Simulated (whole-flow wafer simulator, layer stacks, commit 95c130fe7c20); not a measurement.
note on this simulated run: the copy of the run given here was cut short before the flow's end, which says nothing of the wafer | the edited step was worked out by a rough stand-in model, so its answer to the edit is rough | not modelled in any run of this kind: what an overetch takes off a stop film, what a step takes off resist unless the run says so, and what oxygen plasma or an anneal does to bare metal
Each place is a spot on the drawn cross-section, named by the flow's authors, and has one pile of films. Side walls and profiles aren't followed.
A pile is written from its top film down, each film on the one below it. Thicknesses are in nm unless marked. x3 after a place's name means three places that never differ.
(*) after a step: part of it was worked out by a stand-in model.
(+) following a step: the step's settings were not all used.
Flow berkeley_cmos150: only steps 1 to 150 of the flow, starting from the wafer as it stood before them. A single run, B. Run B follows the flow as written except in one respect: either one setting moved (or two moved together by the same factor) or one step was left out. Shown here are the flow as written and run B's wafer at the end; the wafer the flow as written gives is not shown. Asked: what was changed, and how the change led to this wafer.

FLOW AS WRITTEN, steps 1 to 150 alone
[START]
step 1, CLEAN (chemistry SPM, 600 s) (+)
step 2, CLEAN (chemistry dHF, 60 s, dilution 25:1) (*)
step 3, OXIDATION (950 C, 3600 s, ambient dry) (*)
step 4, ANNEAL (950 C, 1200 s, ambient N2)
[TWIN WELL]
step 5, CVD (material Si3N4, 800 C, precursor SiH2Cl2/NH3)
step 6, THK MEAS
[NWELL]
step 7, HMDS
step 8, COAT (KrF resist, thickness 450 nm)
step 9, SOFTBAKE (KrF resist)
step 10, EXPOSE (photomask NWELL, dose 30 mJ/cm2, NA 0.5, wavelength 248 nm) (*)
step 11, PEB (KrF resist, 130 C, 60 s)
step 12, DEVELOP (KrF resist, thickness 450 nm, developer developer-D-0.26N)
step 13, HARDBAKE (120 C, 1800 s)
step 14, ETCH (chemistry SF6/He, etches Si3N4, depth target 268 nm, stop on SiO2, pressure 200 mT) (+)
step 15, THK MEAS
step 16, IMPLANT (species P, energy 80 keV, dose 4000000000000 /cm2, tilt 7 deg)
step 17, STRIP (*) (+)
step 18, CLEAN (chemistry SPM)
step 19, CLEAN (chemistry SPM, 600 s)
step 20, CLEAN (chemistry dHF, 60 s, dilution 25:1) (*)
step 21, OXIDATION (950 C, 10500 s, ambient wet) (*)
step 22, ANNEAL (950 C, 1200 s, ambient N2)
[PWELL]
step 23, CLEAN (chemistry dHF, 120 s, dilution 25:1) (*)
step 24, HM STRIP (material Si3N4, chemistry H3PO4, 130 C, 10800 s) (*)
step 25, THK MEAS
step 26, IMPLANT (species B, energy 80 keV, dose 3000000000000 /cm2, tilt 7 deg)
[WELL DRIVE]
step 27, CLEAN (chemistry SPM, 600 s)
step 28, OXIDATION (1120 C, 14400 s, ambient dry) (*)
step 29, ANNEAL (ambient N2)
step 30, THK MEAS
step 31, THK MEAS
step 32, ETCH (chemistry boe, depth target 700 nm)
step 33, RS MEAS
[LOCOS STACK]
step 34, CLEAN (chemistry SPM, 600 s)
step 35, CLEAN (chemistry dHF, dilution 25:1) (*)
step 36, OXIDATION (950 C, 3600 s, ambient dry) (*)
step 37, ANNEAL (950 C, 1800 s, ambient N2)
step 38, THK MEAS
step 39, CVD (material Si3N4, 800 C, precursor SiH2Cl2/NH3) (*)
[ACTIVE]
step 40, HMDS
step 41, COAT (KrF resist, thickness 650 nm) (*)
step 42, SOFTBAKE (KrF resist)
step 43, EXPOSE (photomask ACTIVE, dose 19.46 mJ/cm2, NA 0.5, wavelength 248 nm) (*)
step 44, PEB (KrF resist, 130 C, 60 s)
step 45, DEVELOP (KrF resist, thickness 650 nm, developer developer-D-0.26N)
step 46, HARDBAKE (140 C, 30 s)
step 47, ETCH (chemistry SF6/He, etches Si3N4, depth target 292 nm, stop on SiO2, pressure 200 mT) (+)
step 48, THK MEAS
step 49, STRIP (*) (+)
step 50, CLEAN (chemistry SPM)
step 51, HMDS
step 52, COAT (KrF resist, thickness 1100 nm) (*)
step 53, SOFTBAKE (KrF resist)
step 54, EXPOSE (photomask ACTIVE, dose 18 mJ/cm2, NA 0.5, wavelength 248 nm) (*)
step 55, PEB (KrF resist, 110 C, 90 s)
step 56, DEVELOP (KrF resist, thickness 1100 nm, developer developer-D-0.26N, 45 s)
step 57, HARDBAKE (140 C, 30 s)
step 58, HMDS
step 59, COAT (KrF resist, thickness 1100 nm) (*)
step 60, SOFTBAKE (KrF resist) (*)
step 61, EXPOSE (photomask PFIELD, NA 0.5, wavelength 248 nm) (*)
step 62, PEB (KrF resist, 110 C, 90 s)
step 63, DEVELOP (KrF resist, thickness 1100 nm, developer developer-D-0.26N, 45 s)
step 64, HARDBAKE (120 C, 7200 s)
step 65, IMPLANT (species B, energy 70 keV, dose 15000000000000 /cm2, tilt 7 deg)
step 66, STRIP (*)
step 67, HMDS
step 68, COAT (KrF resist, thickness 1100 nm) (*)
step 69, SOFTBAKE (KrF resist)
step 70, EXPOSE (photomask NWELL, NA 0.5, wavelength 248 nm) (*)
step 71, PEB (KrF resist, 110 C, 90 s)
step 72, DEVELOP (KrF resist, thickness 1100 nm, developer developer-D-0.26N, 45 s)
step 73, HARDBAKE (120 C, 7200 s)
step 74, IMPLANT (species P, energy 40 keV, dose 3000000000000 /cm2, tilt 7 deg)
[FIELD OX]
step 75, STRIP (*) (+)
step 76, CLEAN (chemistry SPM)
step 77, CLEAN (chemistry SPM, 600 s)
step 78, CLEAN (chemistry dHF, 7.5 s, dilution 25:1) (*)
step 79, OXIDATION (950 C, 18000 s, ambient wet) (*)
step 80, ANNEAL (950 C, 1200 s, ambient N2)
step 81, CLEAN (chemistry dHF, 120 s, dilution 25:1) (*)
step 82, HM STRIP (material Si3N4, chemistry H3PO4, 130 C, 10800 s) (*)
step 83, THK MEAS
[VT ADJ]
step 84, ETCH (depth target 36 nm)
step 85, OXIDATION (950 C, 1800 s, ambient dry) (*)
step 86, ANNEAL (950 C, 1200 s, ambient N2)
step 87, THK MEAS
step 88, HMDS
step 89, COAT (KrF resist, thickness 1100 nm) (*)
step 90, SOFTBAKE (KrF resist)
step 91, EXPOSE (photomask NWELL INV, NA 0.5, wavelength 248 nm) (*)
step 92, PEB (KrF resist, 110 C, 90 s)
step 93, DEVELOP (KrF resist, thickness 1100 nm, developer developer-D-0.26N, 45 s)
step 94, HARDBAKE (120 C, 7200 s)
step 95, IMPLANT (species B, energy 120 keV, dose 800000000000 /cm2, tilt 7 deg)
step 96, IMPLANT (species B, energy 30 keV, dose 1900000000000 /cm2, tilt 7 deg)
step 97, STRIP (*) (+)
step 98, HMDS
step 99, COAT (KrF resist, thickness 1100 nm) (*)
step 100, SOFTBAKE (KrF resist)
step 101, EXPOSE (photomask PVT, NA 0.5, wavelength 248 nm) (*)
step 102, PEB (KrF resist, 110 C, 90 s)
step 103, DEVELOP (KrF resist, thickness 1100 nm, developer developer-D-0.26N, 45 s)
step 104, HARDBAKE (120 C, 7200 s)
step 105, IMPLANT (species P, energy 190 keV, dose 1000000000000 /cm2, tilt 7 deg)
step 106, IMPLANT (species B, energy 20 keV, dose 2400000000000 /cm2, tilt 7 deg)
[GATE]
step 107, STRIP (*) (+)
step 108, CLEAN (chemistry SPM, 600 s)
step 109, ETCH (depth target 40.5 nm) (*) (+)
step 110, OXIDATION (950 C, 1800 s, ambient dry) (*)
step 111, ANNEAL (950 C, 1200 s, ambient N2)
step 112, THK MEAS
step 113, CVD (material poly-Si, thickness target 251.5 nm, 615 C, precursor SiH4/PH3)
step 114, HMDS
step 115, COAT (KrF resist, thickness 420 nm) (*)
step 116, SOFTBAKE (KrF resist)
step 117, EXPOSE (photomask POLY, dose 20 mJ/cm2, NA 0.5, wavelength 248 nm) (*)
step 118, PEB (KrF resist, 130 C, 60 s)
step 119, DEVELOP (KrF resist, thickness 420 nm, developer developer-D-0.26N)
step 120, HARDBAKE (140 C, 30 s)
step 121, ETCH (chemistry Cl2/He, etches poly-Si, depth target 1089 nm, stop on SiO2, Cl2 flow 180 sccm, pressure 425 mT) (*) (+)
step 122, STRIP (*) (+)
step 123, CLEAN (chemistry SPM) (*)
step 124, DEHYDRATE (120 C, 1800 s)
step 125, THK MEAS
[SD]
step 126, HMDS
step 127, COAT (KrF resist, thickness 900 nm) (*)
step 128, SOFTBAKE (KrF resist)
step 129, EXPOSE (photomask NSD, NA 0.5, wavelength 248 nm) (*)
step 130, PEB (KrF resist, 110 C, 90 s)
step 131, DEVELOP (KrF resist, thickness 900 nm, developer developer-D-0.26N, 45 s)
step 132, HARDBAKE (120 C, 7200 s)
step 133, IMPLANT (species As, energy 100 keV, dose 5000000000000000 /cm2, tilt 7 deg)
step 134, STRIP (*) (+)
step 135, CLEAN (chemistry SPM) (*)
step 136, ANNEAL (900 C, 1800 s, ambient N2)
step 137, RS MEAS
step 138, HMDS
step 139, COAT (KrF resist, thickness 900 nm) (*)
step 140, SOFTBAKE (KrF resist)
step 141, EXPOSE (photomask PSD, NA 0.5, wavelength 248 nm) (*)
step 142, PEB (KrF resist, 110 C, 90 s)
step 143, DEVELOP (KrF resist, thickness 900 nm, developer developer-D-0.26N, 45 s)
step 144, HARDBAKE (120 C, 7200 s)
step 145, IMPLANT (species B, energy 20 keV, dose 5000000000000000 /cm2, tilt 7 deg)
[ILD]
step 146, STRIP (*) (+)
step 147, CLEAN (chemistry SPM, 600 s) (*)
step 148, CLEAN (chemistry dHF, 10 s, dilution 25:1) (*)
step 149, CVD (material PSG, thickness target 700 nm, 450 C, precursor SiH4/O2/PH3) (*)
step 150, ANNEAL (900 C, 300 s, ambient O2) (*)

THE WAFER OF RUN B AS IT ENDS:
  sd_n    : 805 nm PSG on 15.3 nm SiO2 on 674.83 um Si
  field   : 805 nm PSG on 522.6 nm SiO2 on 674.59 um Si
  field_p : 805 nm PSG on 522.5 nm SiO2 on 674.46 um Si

The reason: step 149, CVD: thickness target 805 nm was run, while the flow as written has thickness target 700 nm.
The wafer itself shows it: sd_n has PSG 805, and step 149 as written asks for 700 nm.

How this came from the change, step by step:
  step 149, CVD (material PSG, thickness target 700 nm, 450 C, precursor SiH4/O2/PH3) (*)
      field, field_p, sd_n, gate_n, gate_p, contact, m1: PSG gains 805 (new film) (as written it would have been: PSG gains 700 (new film))
      sd_p: PSG gains 785 (new film) (as written it would have been: PSG gains 639.5 (new film))
